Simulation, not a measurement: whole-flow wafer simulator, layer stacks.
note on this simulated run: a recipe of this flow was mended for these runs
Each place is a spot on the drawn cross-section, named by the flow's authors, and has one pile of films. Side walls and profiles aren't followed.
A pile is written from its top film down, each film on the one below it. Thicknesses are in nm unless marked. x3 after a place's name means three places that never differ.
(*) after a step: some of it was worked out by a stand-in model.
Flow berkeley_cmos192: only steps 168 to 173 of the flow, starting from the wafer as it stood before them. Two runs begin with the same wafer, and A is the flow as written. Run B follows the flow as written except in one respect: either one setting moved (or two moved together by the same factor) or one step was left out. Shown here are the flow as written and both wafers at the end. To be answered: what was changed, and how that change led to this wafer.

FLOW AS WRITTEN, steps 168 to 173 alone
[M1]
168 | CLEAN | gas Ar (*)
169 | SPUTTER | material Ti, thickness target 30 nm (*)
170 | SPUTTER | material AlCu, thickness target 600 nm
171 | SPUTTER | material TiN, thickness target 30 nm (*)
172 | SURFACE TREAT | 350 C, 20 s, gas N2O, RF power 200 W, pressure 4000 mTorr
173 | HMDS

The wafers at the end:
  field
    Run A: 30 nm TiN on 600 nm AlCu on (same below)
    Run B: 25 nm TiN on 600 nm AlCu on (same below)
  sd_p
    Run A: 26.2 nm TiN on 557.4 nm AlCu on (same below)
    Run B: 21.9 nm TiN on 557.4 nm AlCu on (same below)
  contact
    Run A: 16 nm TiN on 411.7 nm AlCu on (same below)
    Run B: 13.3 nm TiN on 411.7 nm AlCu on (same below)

The reason: step 171, SPUTTER: thickness target 25 nm was run, while the flow as written has thickness target 30 nm.
One can read it off the wafer: field has TiN 25, and step 171 as written asks for 30 nm.

Step by step, how the change led to this:
  171 | SPUTTER | material TiN, thickness target 30 nm (*)
      field, sd_n, spacer_n, gate, spacer_p, gate_p, m1: A +30 TiN (new film) | B +25 TiN (new film)
      sd_p: A +26.2 TiN (new film) | B +21.9 TiN (new film)
      (as well as at 1 more place)
